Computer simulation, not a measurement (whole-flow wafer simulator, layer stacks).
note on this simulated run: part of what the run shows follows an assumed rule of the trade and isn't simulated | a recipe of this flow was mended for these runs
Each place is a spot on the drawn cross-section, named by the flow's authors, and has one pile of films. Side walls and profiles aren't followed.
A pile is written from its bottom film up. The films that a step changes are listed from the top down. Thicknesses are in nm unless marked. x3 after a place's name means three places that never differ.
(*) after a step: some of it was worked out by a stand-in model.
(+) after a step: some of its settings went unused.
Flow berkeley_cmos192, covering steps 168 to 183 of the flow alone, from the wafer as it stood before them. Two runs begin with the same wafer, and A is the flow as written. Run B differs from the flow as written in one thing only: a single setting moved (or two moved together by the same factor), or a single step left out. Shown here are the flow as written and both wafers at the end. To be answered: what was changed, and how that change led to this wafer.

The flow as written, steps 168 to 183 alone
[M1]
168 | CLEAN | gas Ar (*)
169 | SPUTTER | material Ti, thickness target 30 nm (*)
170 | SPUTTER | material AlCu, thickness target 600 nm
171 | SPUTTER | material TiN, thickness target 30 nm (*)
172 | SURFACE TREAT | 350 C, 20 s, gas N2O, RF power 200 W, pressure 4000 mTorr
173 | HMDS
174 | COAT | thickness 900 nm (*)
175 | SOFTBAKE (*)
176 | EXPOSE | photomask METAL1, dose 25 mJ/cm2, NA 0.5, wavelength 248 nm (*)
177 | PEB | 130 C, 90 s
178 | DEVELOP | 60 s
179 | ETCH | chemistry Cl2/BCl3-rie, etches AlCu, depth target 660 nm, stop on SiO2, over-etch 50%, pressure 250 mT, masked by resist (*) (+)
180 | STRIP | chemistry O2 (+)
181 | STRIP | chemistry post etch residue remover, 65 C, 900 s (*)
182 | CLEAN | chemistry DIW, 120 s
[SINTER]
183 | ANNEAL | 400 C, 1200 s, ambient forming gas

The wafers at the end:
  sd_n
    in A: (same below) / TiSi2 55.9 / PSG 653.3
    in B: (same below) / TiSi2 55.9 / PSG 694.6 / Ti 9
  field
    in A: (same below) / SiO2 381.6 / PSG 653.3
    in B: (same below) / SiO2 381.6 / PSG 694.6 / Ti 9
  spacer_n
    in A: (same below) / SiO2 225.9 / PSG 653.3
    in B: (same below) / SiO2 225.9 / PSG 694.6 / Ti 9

What caused this: step 179, ETCH: depth target 434 nm was run, whereas the flow has depth target 660 nm.

Step by step, how the change led to this:
  179 | ETCH | chemistry Cl2/BCl3-rie, etches AlCu, depth target 660 nm, stop on SiO2, over-etch 50%, pressure 250 mT, masked by resist (*) (+)
      field, sd_n, spacer_n, gate, spacer_p, gate_p: A -30 TiN (all of it), -600 AlCu (all of it), -30 Ti (all of it), -41.2 PSG | B -30 TiN (all of it), -600 AlCu (all of it), -21 Ti
      sd_p: A -26.2 TiN (all of it), -557.4 AlCu (all of it), -26.8 Ti (all of it), -47.4 PSG | B -26.2 TiN (all of it), -557.4 AlCu (all of it), -26.8 Ti (all of it), -5.06 PSG
      (also at 2 further places)
  180 | STRIP | chemistry O2 (+)
      contact: A -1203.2 KrF-resist (all of it) | B -1361.9 KrF-resist (all of it)
      m1: A -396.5 KrF-resist (all of it) | B -555.1 KrF-resist (all of it)
If metal films that touch count as one body, sd_n has 1 body; the flow as written gives 0 bodies.
If metal films that touch count as one body, field has 1 body; the flow as written gives 0 bodies.
If metal films that touch count as one body, spacer_n has 1 body; the flow as written gives 0 bodies.
